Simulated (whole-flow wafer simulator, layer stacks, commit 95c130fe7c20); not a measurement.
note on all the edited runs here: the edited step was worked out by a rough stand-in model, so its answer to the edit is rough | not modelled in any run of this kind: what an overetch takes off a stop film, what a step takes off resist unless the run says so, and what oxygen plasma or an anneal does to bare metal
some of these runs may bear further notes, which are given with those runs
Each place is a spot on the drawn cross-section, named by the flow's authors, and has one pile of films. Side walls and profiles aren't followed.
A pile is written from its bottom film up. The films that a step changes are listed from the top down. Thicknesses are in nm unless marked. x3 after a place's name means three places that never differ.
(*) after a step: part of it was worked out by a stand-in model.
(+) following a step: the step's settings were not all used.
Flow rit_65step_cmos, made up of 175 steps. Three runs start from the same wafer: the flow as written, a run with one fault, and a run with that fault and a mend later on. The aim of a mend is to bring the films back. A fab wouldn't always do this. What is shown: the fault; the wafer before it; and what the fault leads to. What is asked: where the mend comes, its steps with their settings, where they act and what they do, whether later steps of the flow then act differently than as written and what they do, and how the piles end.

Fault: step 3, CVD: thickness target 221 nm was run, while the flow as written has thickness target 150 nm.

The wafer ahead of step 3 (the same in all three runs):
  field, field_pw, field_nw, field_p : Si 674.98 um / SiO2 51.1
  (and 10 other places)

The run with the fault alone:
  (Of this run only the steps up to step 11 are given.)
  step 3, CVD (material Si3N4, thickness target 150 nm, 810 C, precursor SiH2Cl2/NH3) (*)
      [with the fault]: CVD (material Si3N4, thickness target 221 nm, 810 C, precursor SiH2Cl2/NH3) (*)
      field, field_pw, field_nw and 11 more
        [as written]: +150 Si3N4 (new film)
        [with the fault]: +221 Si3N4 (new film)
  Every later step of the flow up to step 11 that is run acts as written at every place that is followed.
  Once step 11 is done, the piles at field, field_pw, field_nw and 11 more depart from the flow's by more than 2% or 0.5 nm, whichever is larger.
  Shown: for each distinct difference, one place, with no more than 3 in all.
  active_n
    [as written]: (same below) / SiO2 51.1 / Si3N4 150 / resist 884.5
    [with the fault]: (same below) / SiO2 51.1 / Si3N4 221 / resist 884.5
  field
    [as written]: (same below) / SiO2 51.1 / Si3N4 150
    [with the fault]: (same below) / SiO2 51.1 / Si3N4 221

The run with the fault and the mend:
  After step 4 comes the mend.
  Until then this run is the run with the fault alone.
  step 4a, ETCHBACK (chemistry SF6/CHF3, etches Si3N4, depth target 71 nm, CHF3 flow 30 sccm, pressure 40 mT) (*) (+)
      field, field_pw, field_nw and 11 more
        -71 Si3N4
  Every later step of the flow that is run acts as written at every place that is followed.
  By the end, the piles equal the flow's at every place that both follow.
